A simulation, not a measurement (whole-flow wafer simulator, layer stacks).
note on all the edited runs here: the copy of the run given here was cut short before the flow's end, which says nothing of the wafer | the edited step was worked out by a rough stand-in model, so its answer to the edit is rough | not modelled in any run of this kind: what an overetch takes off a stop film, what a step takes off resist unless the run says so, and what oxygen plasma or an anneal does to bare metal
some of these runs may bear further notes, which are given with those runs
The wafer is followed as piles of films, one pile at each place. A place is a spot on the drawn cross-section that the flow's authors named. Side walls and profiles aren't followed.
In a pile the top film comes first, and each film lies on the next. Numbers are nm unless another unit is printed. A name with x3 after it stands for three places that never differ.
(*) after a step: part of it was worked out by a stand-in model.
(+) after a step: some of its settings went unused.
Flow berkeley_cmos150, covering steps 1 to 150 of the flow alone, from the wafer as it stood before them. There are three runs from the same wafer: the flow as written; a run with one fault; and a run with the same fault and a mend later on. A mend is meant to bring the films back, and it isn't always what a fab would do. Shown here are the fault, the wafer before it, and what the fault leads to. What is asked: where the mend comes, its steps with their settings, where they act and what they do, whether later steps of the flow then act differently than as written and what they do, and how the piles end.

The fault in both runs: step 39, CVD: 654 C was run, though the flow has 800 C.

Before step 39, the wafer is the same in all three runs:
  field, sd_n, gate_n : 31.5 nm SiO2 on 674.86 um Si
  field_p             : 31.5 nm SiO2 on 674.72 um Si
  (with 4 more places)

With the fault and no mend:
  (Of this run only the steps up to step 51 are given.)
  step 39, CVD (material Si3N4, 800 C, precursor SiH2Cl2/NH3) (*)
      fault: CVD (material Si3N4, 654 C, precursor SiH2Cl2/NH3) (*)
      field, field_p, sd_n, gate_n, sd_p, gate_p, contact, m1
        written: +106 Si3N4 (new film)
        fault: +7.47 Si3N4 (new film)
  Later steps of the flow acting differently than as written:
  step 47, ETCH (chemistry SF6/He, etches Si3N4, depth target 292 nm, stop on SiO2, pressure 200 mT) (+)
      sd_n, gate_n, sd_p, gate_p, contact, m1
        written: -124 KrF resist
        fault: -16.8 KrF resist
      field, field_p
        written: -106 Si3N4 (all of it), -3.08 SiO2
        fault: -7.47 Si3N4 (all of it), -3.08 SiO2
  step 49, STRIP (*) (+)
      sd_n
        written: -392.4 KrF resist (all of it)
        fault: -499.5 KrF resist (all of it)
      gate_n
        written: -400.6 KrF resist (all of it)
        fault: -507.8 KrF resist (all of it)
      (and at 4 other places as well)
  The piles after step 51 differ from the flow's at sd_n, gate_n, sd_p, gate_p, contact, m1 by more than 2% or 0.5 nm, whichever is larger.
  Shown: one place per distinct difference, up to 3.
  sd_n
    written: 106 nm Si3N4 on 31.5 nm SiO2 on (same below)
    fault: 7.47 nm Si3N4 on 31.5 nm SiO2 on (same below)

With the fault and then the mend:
  The mend stands after step 46.
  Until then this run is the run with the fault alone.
  step 46a, STRIP (*) (+)
      sd_n
        -516.3 KrF resist (all of it)
      gate_n
        -524.6 KrF resist (all of it)
      sd_p
        -566.8 KrF resist (all of it)
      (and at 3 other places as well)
  step 46b, CLEAN (chemistry SPM)
      does not change any film at any place that is followed
  step 46c, CVD (material Si3N4, 800 C, precursor SiH2Cl2/NH3) (*) (a further turn of the flow's step 39; the settings that differ are not printed)
      field, field_p, sd_n, gate_n, sd_p, gate_p, contact, m1
        +98.6 Si3N4
  step 46d, HMDS (a further turn of the flow's step 40)
      does not change any film at any place that is followed
  step 46e, COAT (KrF resist, thickness 650 nm) (*) (a further turn of the flow's step 41)
      field
        +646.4 KrF resist (new film)
      field_p
        +715.2 KrF resist (new film)
      sd_n
        +633.7 KrF resist (new film)
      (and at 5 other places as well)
  step 46f, SOFTBAKE (KrF resist) (a further turn of the flow's step 42)
      does not change any film at any place that is followed
  step 46g, EXPOSE (photomask ACTIVE, dose 19.46 mJ/cm2, NA 0.5, wavelength 248 nm) (*) (a further turn of the flow's step 43)
      does not change any film at any place that is followed
  step 46h, PEB (KrF resist, 130 C, 60 s) (a further turn of the flow's step 44)
      gate_n, contact, m1
        -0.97 KrF resist
      field
        -0.98 KrF resist
      field_p
        -1.1 KrF resist
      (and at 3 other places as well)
  step 46i, DEVELOP (KrF resist, thickness 650 nm, developer developer-D-0.26N) (a further turn of the flow's step 45)
      sd_n, gate_n, sd_p, gate_p, contact, m1
        -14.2 KrF resist
      field
        -645.4 KrF resist (all of it)
      field_p
        -714.1 KrF resist (all of it)
  step 46j, HARDBAKE (140 C, 30 s) (a further turn of the flow's step 46)
      sd_n
        -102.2 KrF resist
      gate_n
        -103.8 KrF resist
      sd_p
        -112.2 KrF resist
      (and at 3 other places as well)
  None of the later steps of the flow acts differently than as written at any place that is followed.
  The piles end the same as the flow's at every place that both follow.
